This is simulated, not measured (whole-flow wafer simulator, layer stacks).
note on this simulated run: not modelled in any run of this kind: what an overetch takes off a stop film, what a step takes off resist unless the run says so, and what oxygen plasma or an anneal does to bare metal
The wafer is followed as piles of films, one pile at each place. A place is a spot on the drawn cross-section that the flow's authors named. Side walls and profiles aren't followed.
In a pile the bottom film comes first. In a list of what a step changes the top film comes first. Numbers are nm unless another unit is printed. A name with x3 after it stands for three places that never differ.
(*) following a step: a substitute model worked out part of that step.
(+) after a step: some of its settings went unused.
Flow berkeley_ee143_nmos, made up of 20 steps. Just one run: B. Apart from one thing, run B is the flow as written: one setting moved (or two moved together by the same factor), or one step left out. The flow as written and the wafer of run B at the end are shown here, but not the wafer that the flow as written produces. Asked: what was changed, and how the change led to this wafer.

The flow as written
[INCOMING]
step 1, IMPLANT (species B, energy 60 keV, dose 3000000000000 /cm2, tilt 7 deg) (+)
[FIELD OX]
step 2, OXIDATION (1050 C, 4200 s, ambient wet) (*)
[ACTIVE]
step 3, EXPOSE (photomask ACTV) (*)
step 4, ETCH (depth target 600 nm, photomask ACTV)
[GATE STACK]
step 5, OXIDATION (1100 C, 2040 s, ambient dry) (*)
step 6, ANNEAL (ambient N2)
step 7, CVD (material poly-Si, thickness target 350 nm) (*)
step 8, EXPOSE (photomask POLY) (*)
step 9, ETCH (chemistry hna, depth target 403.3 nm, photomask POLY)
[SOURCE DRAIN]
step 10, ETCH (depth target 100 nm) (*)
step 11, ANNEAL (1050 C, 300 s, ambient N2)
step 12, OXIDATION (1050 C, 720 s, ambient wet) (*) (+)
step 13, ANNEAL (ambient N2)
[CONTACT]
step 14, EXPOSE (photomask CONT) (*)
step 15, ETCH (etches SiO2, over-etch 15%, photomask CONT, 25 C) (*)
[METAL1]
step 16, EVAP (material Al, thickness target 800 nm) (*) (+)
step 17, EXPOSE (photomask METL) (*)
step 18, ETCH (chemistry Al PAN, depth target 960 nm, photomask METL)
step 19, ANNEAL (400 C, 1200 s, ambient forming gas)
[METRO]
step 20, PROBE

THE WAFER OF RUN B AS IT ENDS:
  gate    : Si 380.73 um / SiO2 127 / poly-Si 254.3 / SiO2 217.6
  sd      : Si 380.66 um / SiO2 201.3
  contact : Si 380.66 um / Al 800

What caused this: step 4, ETCH: depth target 480 nm was run, whereas the flow has depth target 600 nm.

Step by step, how the change led to this:
  step 4, ETCH (depth target 600 nm, photomask ACTV)
      gate, sd, contact: -480 SiO2 (as written it would have been: -566.4 SiO2 (all of it))
  step 5, OXIDATION (1100 C, 2040 s, ambient dry) (*)
      gate, sd, contact: +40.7 SiO2, -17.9 Si (as written it would have been: +79.7 SiO2 (new film), -35.1 Si)
  step 10, ETCH (depth target 100 nm) (*)
      sd, contact: -100 SiO2 (as written it would have been: -79.7 SiO2 (all of it))
  step 12, OXIDATION (1050 C, 720 s, ambient wet) (*) (+)
      sd, contact: +174.2 SiO2, -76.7 Si (as written it would have been: +189.4 SiO2 (new film), -83.4 Si)
  step 15, ETCH (etches SiO2, over-etch 15%, photomask CONT, 25 C) (*)
      contact: -201.3 SiO2 (all of it) (as written it would have been: -189.4 SiO2 (all of it))
